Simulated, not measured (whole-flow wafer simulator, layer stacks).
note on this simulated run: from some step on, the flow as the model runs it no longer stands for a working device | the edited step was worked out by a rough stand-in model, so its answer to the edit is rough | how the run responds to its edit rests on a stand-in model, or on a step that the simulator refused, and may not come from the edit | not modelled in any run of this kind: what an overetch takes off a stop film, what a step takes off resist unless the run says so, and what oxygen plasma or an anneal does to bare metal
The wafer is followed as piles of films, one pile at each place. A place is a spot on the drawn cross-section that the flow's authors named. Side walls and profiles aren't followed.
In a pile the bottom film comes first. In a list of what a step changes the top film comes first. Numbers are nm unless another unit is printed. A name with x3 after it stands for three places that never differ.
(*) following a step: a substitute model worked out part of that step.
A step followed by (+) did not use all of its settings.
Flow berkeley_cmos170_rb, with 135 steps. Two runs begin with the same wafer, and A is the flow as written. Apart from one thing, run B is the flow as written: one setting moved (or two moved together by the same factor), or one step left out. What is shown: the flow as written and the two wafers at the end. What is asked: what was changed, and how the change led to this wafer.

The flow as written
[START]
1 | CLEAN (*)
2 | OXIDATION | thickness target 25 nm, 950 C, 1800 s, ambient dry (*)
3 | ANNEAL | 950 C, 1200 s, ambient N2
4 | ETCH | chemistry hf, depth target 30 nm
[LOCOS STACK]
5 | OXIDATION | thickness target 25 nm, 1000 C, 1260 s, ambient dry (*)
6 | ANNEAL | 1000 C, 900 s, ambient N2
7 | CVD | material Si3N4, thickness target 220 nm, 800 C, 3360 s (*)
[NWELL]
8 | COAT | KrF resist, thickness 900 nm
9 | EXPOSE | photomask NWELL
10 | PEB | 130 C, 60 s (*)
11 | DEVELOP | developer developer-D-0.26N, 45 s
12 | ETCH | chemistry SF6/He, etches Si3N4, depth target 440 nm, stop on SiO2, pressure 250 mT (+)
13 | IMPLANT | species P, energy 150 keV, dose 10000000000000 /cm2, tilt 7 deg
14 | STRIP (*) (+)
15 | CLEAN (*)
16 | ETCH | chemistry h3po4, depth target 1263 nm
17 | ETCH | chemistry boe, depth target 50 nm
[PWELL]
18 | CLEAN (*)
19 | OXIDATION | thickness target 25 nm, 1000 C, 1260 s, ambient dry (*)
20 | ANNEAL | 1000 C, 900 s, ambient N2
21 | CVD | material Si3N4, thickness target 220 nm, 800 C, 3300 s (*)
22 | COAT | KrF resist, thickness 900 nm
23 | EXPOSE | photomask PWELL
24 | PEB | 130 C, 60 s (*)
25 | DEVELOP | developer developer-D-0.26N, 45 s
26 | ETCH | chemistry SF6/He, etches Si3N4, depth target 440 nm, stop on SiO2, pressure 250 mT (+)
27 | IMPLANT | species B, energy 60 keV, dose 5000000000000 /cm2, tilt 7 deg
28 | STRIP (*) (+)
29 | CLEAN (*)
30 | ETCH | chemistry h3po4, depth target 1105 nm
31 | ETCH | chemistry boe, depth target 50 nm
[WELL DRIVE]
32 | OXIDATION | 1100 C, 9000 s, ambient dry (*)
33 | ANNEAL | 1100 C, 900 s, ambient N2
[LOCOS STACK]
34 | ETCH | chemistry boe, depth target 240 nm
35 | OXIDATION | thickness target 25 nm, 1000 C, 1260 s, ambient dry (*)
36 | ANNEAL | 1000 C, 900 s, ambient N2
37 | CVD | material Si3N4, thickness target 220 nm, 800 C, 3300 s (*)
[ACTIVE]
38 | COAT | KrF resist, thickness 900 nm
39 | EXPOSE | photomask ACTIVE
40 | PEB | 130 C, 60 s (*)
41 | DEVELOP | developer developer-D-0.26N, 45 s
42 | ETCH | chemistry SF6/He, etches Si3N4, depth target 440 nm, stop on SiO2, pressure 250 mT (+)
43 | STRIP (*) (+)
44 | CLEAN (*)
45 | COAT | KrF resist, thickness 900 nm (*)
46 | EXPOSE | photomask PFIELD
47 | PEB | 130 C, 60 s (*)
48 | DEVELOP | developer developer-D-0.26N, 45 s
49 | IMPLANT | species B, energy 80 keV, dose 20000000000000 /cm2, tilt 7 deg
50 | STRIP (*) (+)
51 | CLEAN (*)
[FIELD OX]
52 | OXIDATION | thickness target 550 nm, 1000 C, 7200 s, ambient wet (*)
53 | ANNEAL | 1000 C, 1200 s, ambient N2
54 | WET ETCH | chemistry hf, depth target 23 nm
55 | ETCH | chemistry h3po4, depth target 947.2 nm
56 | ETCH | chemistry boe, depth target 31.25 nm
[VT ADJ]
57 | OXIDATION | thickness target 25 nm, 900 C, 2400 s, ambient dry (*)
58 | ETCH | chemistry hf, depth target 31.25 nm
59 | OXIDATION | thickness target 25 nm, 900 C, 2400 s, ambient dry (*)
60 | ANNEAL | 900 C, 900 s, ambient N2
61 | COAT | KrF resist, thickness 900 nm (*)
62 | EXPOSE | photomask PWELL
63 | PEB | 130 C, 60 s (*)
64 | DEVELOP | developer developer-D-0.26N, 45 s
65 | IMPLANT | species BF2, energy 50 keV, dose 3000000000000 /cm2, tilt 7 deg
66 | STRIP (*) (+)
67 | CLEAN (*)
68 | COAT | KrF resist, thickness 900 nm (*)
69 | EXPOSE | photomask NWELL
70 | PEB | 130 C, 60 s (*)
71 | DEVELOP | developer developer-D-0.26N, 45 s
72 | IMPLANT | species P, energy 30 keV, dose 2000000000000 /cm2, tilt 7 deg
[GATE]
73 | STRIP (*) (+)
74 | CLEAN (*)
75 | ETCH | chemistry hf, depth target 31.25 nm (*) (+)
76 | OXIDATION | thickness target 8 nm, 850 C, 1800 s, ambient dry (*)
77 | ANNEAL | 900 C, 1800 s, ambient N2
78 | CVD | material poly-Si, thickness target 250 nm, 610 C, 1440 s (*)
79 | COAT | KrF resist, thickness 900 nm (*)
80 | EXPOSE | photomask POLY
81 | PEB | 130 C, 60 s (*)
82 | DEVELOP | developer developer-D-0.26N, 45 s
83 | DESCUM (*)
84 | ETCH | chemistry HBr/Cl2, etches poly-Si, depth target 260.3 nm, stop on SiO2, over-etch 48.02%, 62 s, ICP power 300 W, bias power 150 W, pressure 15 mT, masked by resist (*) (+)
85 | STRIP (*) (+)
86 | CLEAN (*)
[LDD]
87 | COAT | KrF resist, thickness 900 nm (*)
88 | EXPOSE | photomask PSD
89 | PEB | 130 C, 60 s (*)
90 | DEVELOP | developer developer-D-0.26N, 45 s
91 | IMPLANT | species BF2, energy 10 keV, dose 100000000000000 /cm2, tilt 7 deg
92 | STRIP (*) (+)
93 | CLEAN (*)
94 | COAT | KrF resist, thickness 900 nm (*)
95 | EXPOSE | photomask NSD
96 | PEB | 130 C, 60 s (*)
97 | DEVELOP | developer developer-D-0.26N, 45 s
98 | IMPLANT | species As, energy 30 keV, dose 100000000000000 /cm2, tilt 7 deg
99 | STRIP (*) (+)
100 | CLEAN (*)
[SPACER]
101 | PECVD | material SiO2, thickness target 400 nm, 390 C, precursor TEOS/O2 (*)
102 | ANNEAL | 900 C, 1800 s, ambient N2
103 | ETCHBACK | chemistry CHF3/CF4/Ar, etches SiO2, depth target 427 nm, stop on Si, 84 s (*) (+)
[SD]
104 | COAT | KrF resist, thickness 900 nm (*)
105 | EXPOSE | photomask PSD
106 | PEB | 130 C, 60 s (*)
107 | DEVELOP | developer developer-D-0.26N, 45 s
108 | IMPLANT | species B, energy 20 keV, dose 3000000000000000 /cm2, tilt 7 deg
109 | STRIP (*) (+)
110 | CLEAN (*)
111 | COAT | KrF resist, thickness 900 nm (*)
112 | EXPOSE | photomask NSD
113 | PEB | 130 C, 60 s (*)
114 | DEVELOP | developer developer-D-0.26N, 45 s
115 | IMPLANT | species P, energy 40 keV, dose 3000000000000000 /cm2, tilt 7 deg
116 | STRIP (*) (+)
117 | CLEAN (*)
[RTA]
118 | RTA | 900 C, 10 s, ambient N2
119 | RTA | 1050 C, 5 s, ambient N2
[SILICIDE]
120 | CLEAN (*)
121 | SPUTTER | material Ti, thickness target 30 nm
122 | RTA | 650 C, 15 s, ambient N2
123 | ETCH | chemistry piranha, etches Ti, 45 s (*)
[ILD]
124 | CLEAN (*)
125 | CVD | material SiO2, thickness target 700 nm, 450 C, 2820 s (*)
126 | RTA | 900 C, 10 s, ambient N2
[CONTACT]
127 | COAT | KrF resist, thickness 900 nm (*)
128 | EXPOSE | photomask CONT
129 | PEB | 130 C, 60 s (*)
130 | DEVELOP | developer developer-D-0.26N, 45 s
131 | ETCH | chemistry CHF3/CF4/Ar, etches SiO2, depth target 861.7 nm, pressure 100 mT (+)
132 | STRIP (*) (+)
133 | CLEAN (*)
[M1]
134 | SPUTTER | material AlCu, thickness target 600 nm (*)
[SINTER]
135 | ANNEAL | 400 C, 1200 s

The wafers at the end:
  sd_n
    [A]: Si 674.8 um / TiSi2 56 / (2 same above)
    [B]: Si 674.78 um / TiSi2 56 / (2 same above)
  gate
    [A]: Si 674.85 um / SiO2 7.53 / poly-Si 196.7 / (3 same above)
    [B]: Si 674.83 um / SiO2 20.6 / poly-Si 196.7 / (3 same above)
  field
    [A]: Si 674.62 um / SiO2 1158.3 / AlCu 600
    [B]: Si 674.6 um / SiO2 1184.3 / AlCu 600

The reason: step 35, OXIDATION: 1200 C was run, while the flow as written has 1000 C.

How this came from the change, step by step:
  35 | OXIDATION | thickness target 25 nm, 1000 C, 1260 s, ambient dry (*)
      field, sd_n, spacer_n and 6 more: A SiO2 gains 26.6 (new film), Si loses 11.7 | B SiO2 gains 100.7 (new film), Si loses 44.3
  52 | OXIDATION | thickness target 550 nm, 1000 C, 7200 s, ambient wet (*)
      gate, sd_p: A SiO2 gains 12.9 (new film), Si3N4 loses 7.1, SiO2 gains 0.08, Si loses 0.08 | B SiO2 gains 12.9 (new film), Si3N4 loses 7.1
      sd_n: A SiO2 gains 12.9 (new film), Si3N4 loses 7.1, SiO2 gains 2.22, Si loses 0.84 | B SiO2 gains 12.9 (new film), Si3N4 loses 7.1
      (and at 2 other places as well)
  56 | ETCH | chemistry boe, depth target 31.25 nm
      spacer_n, gate, sd_p, spacer_p, gate_p, contact: A SiO2 loses 26.6 (all of it) | B SiO2 loses 31.2
      sd_n: A SiO2 loses 28.8 (all of it) | B SiO2 loses 31.2
      (and at 1 other place as well)
  57 | OXIDATION | thickness target 25 nm, 900 C, 2400 s, ambient dry (*)
      sd_n, spacer_n, gate, sd_p, spacer_p, gate_p, contact, m1: A SiO2 gains 15 (new film), Si loses 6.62 | B SiO2 gains 5.09, Si loses 2.24
  58 | ETCH | chemistry hf, depth target 31.25 nm
      sd_n, spacer_n, gate, sd_p, spacer_p, gate_p, contact, m1: A SiO2 loses 15 (all of it) | B SiO2 loses 31.3
  59 | OXIDATION | thickness target 25 nm, 900 C, 2400 s, ambient dry (*)
      sd_n, spacer_n, gate, sd_p, spacer_p, gate_p, contact, m1: A SiO2 gains 15 (new film), Si loses 6.62 | B SiO2 gains 5.87, Si loses 2.58
  75 | ETCH | chemistry hf, depth target 31.25 nm (*) (+)
      sd_n, spacer_n, gate, sd_p, spacer_p, gate_p, contact, m1: A SiO2 loses 15 (all of it) | B SiO2 loses 31.3
  76 | OXIDATION | thickness target 8 nm, 850 C, 1800 s, ambient dry (*)
      sd_n, spacer_n, gate, sd_p, spacer_p, gate_p, contact, m1: A SiO2 gains 7.53 (new film), Si loses 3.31 | B SiO2 gains 2.76, Si loses 1.22
  85 | STRIP (*) (+)
      gate: A KrF resist loses 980 (all of it) | B KrF resist loses 1001.6 (all of it)
      gate_p: A KrF resist loses 979.9 (all of it) | B KrF resist loses 1001.6 (all of it)
  103 | ETCHBACK | chemistry CHF3/CF4/Ar, etches SiO2, depth target 427 nm, stop on Si, 84 s (*) (+)
      sd_n, contact, m1: A SiO2 loses 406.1 (all of it) | B SiO2 loses 419.2 (all of it)
      sd_p: A SiO2 loses 388.4 (all of it) | B SiO2 loses 399.3 (all of it)
  104 | COAT | KrF resist, thickness 900 nm (*)
      sd_n: A KrF resist gains 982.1 (new film) | B KrF resist gains 1006.5 (new film)
      sd_p: A KrF resist gains 990.7 (new film) | B KrF resist gains 1013.3 (new film)
  107 | DEVELOP | developer developer-D-0.26N, 45 s
      sd_p: A KrF resist loses 990.7 (all of it) | B KrF resist loses 1013.3 (all of it)
  109 | STRIP (*) (+)
      sd_n: A KrF resist loses 967.9 (all of it) | B KrF resist loses 992.3 (all of it)
  111 | COAT | KrF resist, thickness 900 nm (*)
      sd_n: A KrF resist gains 982.1 (new film) | B KrF resist gains 1006.5 (new film)
      sd_p: A KrF resist gains 990.7 (new film) | B KrF resist gains 1013.3 (new film)
  114 | DEVELOP | developer developer-D-0.26N, 45 s
      sd_n: A KrF resist loses 982.1 (all of it) | B KrF resist loses 1006.5 (all of it)
  116 | STRIP (*) (+)
      sd_p: A KrF resist loses 976.5 (all of it) | B KrF resist loses 999.1 (all of it)
  ... 4 other steps ...
  132 | STRIP (*) (+)
      field: A KrF resist loses 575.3 (all of it) | B KrF resist loses 560.2 (all of it)
      sd_n: A KrF resist loses 780.4 (all of it) | B KrF resist loses 799.5 (all of it)
      (and at 1 other place as well)
